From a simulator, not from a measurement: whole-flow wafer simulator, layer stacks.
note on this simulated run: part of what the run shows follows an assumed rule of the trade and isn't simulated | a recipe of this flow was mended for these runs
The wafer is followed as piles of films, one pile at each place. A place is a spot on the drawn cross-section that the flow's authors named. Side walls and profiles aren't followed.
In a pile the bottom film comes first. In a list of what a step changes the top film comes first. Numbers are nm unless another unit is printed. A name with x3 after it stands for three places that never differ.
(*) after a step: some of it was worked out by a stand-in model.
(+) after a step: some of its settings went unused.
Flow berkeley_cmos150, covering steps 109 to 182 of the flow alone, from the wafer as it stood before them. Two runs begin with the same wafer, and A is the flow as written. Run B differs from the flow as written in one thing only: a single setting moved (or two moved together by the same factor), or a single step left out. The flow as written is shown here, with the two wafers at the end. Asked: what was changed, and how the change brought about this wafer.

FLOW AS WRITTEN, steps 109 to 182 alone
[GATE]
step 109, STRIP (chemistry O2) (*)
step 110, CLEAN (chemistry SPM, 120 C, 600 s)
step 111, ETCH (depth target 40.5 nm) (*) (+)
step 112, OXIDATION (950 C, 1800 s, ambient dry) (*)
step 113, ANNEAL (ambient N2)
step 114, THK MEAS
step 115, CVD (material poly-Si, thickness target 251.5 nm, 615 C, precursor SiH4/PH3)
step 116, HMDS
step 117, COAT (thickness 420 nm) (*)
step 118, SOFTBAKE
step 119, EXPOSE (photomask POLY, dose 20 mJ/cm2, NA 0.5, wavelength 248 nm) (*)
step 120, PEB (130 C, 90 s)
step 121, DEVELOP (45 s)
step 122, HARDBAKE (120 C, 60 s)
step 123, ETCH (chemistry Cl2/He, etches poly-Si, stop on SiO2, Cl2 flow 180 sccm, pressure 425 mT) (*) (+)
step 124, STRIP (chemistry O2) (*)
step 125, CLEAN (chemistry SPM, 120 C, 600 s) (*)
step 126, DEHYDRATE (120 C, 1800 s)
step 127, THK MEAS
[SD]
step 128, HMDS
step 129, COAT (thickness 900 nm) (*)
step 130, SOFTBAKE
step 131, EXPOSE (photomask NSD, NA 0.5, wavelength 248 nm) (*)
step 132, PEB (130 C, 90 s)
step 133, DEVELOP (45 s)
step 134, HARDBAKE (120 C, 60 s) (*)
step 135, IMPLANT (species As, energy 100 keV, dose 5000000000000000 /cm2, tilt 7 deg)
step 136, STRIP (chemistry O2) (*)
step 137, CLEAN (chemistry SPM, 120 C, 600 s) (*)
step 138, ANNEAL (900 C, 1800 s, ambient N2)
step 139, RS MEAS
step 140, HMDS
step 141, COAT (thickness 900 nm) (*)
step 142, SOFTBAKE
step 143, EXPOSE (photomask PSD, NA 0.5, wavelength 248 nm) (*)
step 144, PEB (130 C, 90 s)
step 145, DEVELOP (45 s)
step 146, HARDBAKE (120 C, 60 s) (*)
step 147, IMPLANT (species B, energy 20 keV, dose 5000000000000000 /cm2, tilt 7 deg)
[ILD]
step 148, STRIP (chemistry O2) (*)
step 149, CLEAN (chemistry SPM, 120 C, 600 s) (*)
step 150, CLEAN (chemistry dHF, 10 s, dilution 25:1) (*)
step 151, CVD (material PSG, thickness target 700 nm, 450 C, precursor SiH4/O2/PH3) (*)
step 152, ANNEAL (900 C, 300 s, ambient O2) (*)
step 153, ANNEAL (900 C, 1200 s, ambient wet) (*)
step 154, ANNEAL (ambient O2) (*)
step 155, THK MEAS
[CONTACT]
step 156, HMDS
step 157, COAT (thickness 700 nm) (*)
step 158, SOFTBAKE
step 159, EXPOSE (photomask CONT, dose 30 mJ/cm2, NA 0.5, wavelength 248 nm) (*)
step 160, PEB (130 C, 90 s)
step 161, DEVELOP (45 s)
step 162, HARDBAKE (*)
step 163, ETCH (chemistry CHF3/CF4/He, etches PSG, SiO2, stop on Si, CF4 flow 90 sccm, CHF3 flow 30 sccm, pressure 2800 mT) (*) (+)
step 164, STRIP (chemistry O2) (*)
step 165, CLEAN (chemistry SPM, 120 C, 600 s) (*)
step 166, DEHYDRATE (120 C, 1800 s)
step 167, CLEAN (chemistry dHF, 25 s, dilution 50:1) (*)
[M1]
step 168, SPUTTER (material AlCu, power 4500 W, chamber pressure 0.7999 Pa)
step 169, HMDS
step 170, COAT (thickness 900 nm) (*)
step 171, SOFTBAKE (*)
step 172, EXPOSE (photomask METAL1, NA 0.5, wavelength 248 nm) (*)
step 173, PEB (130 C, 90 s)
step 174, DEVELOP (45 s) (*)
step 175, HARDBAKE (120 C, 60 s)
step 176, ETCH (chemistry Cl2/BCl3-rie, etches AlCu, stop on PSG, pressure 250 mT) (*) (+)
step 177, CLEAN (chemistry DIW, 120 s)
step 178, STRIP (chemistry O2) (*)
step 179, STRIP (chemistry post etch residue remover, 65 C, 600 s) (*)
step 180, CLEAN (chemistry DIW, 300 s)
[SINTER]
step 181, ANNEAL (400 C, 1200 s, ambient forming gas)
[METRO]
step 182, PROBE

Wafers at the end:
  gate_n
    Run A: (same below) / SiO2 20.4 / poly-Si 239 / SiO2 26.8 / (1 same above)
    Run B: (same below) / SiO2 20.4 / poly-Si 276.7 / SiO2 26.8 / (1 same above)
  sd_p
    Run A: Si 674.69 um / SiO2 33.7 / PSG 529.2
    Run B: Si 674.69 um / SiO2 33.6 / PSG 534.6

Cause: step 115, CVD: thickness target 289.2 nm was run, while the flow as written has thickness target 251.5 nm.

The path from the change to this, step by step:
  step 115, CVD (material poly-Si, thickness target 251.5 nm, 615 C, precursor SiH4/PH3)
      field, field_p, sd_n, gate_n, sd_p, gate_p, contact, m1: A poly-Si gains 251.5 (new film) | B poly-Si gains 289.2 (new film)
  step 123, ETCH (chemistry Cl2/He, etches poly-Si, stop on SiO2, Cl2 flow 180 sccm, pressure 425 mT) (*) (+)
      field, field_p, sd_n, sd_p, contact, m1: A poly-Si loses 251.5 (all of it), SiO2 loses 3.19 | B poly-Si loses 289.2 (all of it), SiO2 loses 3.19
      gate_n, gate_p: A KrF-resist loses 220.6 | B KrF-resist loses 247.5
  step 124, STRIP (chemistry O2) (*)
      gate_n: A chemical SiO2 gains 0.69 (new film), KrF-resist loses 176.1 (all of it), poly-Si loses 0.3 | B chemical SiO2 gains 0.7 (new film), KrF-resist loses 148.3 (all of it), poly-Si loses 0.31
      gate_p: A chemical SiO2 gains 0.69 (new film), KrF-resist loses 213.2 (all of it), poly-Si loses 0.3 | B chemical SiO2 gains 0.7 (new film), KrF-resist loses 185.4 (all of it), poly-Si loses 0.31
  step 129, COAT (thickness 900 nm) (*)
      gate_n: A thick-KrF-resist gains 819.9 (new film) | B thick-KrF-resist gains 790.1 (new film)
      gate_p: A thick-KrF-resist gains 888.9 (new film) | B thick-KrF-resist gains 858.2 (new film)
  step 133, DEVELOP (45 s)
      gate_n: A thick-KrF-resist loses 818.1 (all of it) | B thick-KrF-resist loses 788.3 (all of it)
  step 136, STRIP (chemistry O2) (*)
      gate_p: A thick-KrF-resist loses 873.6 (all of it), chemical SiO2 gains 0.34, poly-Si loses 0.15 | B thick-KrF-resist loses 842.8 (all of it), chemical SiO2 gains 0.34, poly-Si loses 0.15
  step 141, COAT (thickness 900 nm) (*)
      gate_n: A thick-KrF-resist gains 819.7 (new film) | B thick-KrF-resist gains 789.8 (new film)
      gate_p: A thick-KrF-resist gains 888.8 (new film) | B thick-KrF-resist gains 858 (new film)
  step 145, DEVELOP (45 s)
      gate_p: A thick-KrF-resist loses 886.7 (all of it) | B thick-KrF-resist loses 856 (all of it)
  step 148, STRIP (chemistry O2) (*)
      gate_n: A thick-KrF-resist loses 804.5 (all of it), chemical SiO2 gains 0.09, poly-Si loses 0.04 | B thick-KrF-resist loses 774.7 (all of it), chemical SiO2 gains 0.09, poly-Si loses 0.04
  step 157, COAT (thickness 700 nm) (*)
      gate_n: A KrF-resist gains 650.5 (new film) | B KrF-resist gains 633.8 (new film)
      gate_p: A KrF-resist gains 695.2 (new film) | B KrF-resist gains 678.6 (new film)
  step 164, STRIP (chemistry O2) (*)
      gate_n: A KrF-resist loses 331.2 (all of it) | B KrF-resist loses 314.5 (all of it)
      gate_p: A KrF-resist loses 375.7 (all of it) | B KrF-resist loses 359.2 (all of it)
  step 170, COAT (thickness 900 nm) (*)
      gate_n: A thick-KrF-resist gains 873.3 (new film) | B thick-KrF-resist gains 851 (new film)
      gate_p: A thick-KrF-resist gains 933.8 (new film) | B thick-KrF-resist gains 912 (new film)
  step 174, DEVELOP (45 s) (*)
      gate_n: A thick-KrF-resist loses 871.2 (all of it), AlCu loses 10 | B thick-KrF-resist loses 849 (all of it), AlCu loses 10
      gate_p: A thick-KrF-resist loses 931.6 (all of it), AlCu loses 10 | B thick-KrF-resist loses 909.9 (all of it), AlCu loses 10
